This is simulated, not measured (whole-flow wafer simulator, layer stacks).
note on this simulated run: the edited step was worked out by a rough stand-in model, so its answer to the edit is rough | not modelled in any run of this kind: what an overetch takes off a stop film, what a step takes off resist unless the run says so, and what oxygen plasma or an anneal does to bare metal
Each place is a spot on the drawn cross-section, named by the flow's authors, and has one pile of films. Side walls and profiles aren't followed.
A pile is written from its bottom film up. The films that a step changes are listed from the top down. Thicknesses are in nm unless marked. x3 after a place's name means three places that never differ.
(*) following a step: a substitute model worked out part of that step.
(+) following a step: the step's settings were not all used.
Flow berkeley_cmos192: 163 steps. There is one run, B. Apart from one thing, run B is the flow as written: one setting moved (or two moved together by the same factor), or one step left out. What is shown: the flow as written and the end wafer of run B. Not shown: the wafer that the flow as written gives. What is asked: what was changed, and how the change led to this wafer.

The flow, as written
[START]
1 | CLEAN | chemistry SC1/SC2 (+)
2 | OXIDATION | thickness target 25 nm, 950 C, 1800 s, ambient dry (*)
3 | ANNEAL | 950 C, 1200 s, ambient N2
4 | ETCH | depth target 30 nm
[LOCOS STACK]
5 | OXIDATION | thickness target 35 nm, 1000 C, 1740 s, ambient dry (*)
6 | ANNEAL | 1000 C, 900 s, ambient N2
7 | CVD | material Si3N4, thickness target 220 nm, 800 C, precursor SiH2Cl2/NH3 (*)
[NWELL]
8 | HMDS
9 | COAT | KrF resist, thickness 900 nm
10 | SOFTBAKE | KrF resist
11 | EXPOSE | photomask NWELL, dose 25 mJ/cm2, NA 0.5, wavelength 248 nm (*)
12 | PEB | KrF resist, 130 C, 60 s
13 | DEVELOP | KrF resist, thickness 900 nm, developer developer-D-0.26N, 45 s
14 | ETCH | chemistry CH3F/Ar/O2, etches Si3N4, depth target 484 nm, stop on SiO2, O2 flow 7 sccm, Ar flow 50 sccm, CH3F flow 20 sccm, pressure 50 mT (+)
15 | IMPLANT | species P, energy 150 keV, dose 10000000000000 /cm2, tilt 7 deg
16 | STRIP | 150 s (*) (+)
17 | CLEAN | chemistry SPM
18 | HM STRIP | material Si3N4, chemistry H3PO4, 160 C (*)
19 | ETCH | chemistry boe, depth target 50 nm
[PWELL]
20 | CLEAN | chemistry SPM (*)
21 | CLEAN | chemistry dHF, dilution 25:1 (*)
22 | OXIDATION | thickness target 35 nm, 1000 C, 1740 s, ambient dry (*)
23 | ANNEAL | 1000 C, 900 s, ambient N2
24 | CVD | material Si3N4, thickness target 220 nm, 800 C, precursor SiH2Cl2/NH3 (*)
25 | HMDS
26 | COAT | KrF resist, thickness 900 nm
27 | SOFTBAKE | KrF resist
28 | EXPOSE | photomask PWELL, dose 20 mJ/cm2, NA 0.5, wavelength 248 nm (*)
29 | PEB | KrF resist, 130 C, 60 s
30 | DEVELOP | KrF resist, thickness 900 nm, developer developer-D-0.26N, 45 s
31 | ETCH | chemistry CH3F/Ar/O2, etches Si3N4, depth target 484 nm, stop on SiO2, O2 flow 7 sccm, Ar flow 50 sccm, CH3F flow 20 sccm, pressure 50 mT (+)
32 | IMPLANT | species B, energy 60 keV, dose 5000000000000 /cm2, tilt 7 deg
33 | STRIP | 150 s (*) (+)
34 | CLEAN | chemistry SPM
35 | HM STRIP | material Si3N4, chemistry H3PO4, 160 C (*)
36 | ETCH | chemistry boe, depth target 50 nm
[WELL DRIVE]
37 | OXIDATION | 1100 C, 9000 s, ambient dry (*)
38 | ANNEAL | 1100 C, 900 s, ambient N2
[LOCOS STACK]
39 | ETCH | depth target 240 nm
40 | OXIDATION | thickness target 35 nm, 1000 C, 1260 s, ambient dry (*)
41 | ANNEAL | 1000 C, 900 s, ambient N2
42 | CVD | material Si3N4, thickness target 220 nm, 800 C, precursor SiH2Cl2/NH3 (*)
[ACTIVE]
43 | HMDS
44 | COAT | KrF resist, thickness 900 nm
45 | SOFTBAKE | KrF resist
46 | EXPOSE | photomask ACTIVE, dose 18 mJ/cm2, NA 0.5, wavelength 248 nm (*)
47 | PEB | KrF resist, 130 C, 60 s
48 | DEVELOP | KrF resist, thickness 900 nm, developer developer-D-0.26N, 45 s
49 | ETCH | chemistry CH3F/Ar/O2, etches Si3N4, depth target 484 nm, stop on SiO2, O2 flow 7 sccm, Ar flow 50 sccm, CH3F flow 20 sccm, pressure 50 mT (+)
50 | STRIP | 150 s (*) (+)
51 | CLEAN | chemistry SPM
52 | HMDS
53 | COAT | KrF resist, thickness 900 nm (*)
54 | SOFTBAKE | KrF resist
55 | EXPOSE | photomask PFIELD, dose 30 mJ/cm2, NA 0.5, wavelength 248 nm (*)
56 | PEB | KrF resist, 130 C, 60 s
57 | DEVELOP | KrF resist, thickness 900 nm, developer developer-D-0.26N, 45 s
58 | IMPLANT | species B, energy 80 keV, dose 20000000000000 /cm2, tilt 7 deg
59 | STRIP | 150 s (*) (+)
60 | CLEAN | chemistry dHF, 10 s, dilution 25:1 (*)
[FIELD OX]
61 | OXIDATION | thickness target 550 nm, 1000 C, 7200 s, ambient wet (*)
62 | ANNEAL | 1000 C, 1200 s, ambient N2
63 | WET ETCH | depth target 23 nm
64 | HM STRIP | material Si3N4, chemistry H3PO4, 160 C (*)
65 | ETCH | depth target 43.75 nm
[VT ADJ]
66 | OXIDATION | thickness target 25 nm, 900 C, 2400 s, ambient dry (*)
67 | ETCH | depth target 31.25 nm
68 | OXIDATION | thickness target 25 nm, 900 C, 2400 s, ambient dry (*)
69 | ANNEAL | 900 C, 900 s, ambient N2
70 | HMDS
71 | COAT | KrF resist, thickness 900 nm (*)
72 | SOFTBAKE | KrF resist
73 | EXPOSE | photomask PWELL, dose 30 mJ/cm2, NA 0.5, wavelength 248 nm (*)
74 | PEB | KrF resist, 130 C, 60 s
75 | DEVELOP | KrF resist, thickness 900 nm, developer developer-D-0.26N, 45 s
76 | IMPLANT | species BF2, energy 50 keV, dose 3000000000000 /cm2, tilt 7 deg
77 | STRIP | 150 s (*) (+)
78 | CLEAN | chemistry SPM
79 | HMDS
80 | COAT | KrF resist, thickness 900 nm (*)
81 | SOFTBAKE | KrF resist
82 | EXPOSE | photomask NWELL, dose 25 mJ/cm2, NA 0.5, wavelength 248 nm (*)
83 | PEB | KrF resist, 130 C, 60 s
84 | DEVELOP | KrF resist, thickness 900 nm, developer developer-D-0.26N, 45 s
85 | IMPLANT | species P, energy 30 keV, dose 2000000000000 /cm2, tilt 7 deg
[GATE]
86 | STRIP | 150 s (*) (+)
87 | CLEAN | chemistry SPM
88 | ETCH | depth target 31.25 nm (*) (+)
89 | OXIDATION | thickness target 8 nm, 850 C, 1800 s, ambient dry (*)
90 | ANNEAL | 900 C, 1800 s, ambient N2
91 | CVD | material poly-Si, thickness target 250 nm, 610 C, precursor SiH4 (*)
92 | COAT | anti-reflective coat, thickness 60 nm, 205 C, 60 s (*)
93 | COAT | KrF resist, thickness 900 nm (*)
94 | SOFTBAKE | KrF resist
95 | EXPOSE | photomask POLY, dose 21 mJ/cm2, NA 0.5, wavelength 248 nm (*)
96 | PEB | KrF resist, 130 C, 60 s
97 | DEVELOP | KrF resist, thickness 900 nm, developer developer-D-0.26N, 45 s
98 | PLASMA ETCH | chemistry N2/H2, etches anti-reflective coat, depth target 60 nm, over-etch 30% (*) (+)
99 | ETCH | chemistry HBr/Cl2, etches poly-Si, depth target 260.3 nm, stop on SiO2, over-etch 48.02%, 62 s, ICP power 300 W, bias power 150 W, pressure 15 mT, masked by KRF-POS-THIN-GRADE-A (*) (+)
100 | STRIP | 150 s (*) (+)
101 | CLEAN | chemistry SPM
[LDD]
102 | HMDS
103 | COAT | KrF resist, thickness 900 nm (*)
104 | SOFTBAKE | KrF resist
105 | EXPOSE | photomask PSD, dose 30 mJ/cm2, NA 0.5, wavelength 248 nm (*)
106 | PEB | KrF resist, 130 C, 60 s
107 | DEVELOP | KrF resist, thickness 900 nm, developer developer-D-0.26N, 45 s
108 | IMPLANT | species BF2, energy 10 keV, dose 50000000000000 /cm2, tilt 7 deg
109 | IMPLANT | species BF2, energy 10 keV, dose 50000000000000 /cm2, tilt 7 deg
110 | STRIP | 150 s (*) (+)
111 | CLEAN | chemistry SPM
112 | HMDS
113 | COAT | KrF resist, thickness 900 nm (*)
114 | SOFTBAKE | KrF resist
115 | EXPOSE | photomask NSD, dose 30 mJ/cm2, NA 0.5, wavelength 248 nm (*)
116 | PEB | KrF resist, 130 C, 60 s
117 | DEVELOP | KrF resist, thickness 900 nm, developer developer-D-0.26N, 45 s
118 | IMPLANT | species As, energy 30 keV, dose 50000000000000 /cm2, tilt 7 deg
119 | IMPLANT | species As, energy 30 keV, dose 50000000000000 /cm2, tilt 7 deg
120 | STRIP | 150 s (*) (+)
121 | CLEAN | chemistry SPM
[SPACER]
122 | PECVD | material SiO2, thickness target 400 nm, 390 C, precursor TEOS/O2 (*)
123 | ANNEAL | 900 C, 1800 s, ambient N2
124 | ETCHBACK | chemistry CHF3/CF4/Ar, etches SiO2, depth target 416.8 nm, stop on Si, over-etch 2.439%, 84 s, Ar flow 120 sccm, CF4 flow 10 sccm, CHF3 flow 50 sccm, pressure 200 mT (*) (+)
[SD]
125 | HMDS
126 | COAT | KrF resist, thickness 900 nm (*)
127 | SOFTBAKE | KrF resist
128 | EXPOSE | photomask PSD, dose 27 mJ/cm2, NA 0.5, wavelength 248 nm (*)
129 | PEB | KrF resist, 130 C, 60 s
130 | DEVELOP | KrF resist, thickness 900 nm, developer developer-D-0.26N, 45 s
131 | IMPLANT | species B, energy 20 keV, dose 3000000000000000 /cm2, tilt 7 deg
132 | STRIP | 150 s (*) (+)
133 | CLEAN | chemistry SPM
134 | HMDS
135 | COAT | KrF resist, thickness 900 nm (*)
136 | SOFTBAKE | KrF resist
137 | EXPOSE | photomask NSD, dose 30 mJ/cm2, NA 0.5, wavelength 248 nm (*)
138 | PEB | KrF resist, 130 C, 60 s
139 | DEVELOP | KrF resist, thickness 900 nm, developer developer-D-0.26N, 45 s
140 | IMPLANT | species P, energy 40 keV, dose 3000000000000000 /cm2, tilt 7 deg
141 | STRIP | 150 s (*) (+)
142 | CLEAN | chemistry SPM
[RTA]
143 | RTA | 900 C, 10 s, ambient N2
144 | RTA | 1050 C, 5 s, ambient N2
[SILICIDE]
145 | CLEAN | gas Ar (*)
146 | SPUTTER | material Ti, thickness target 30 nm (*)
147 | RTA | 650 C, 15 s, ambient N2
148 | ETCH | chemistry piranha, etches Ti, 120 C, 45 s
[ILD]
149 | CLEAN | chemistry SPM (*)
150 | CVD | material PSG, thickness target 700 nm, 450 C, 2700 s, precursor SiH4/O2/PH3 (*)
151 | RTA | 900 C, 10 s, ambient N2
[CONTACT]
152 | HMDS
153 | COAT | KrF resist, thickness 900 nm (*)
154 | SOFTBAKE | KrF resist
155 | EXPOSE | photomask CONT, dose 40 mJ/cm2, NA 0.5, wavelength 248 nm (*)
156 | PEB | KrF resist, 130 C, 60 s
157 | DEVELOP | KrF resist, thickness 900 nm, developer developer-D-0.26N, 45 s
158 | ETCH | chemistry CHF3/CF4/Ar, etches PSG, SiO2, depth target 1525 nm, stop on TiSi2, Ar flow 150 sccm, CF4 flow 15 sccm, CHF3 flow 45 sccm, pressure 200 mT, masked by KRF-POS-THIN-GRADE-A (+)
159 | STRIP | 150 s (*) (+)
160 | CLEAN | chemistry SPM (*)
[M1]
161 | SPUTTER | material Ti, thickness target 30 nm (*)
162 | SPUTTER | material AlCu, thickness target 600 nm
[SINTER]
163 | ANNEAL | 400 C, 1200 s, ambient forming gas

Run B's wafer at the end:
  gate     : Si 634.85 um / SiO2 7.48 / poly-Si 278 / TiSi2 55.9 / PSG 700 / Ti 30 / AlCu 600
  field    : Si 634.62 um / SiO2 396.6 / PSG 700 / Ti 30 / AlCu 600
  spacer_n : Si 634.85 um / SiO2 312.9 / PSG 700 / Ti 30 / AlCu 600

The reason: step 91, CVD: thickness target 337 nm was run, while the flow as written has thickness target 250 nm.

How this came from the change, step by step:
  91 | CVD | material poly-Si, thickness target 250 nm, 610 C, precursor SiH4 (*)
      field, sd_n, spacer_n and 6 more: poly-Si gains 337 (new film) (it would be, as written: poly-Si gains 250 (new film))
  92 | COAT | anti-reflective coat, thickness 60 nm, 205 C, 60 s (*)
      field: anti-reflective coat gains 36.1 (new film) (it would be, as written: anti-reflective coat gains 35.3 (new film))
      sd_n: anti-reflective coat gains 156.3 (new film) (it would be, as written: anti-reflective coat gains 152.4 (new film))
      (as well as at 1 more place)
  98 | PLASMA ETCH | chemistry N2/H2, etches anti-reflective coat, depth target 60 nm, over-etch 30% (*) (+)
      field: anti-reflective coat loses 36.1 (all of it), poly-Si loses 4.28 (it would be, as written: anti-reflective coat loses 35.3 (all of it), poly-Si loses 4.18)
      sd_n: anti-reflective coat loses 156.3 (all of it), poly-Si loses 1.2 (it would be, as written: anti-reflective coat loses 152.4 (all of it), poly-Si loses 1.17)
      (as well as at 1 more place)
  99 | ETCH | chemistry HBr/Cl2, etches poly-Si, depth target 260.3 nm, stop on SiO2, over-etch 48.02%, 62 s, ICP power 300 W, bias power 150 W, pressure 15 mT, masked by KRF-POS-THIN-GRADE-A (*) (+)
      field, spacer_n, spacer_p: poly-Si loses 332.7 (all of it), SiO2 loses 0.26 (it would be, as written: poly-Si loses 245.8 (all of it), SiO2 loses 1.74)
      sd_n: poly-Si loses 335.8 (all of it), SiO2 loses 0.25 (it would be, as written: poly-Si loses 248.8 (all of it), SiO2 loses 1.51)
      (as well as at 3 more places)
  103 | COAT | KrF resist, thickness 900 nm (*)
      gate: KrF resist gains 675 (new film) (it would be, as written: KrF resist gains 748 (new film))
      gate_p: KrF resist gains 671.1 (new film) (it would be, as written: KrF resist gains 744.1 (new film))
  107 | DEVELOP | KrF resist, thickness 900 nm, developer developer-D-0.26N, 45 s
      gate_p: KrF resist loses 670.1 (all of it) (it would be, as written: KrF resist loses 742.9 (all of it))
  110 | STRIP | 150 s (*) (+)
      gate: KrF resist loses 659.8 (all of it), chemical SiO2 gains 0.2, poly-Si loses 0.09 (it would be, as written: KrF resist loses 732.7 (all of it), chemical SiO2 gains 0.2, poly-Si loses 0.09)
  113 | COAT | KrF resist, thickness 900 nm (*)
      gate: KrF resist gains 674.9 (new film) (it would be, as written: KrF resist gains 747.9 (new film))
      gate_p: KrF resist gains 671 (new film) (it would be, as written: KrF resist gains 743.9 (new film))
  117 | DEVELOP | KrF resist, thickness 900 nm, developer developer-D-0.26N, 45 s
      gate: KrF resist loses 673.9 (all of it) (it would be, as written: KrF resist loses 746.8 (all of it))
  120 | STRIP | 150 s (*) (+)
      gate_p: KrF resist loses 655.8 (all of it), chemical SiO2 gains 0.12, poly-Si loses 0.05 (it would be, as written: KrF resist loses 728.6 (all of it), chemical SiO2 gains 0.12, poly-Si loses 0.05)
  124 | ETCHBACK | chemistry CHF3/CF4/Ar, etches SiO2, depth target 416.8 nm, stop on Si, over-etch 2.439%, 84 s, Ar flow 120 sccm, CF4 flow 10 sccm, CHF3 flow 50 sccm, pressure 200 mT (*) (+)
      spacer_n: SiO2 loses 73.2 (it would be, as written: SiO2 loses 160)
      spacer_p: SiO2 loses 73.2 (it would be, as written: SiO2 loses 159.9)
  126 | COAT | KrF resist, thickness 900 nm (*)
      spacer_n: KrF resist gains 728 (new film) (it would be, as written: KrF resist gains 791.6 (new film))
      gate: KrF resist gains 709.4 (new film) (it would be, as written: KrF resist gains 771.5 (new film))
      (as well as at 2 more places)
  130 | DEVELOP | KrF resist, thickness 900 nm, developer developer-D-0.26N, 45 s
      spacer_p: KrF resist loses 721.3 (all of it) (it would be, as written: KrF resist loses 784.6 (all of it))
      gate_p: KrF resist loses 702.6 (all of it) (it would be, as written: KrF resist loses 764.3 (all of it))
  132 | STRIP | 150 s (*) (+)
      spacer_n: KrF resist loses 712.7 (all of it) (it would be, as written: KrF resist loses 776.1 (all of it))
      gate: chemical SiO2 gains 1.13 (new film), KrF resist loses 694.1 (all of it), poly-Si loses 0.5 (it would be, as written: chemical SiO2 gains 1.13 (new film), KrF resist loses 756.1 (all of it), poly-Si loses 0.5)
  135 | COAT | KrF resist, thickness 900 nm (*)
      spacer_n: KrF resist gains 728.3 (new film) (it would be, as written: KrF resist gains 791.1 (new film))
      gate: KrF resist gains 709 (new film) (it would be, as written: KrF resist gains 770.3 (new film))
      (as well as at 2 more places)
  139 | DEVELOP | KrF resist, thickness 900 nm, developer developer-D-0.26N, 45 s
      spacer_n: KrF resist loses 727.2 (all of it) (it would be, as written: KrF resist loses 789.9 (all of it))
      gate: KrF resist loses 708 (all of it) (it would be, as written: KrF resist loses 769.1 (all of it))
  ... 2 further steps ...
  159 | STRIP | 150 s (*) (+)
      spacer_n: KrF resist loses 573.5 (all of it) (it would be, as written: KrF resist loses 620.3 (all of it))
      gate: KrF resist loses 558.8 (all of it) (it would be, as written: KrF resist loses 600.1 (all of it))
      (as well as at 3 more places)
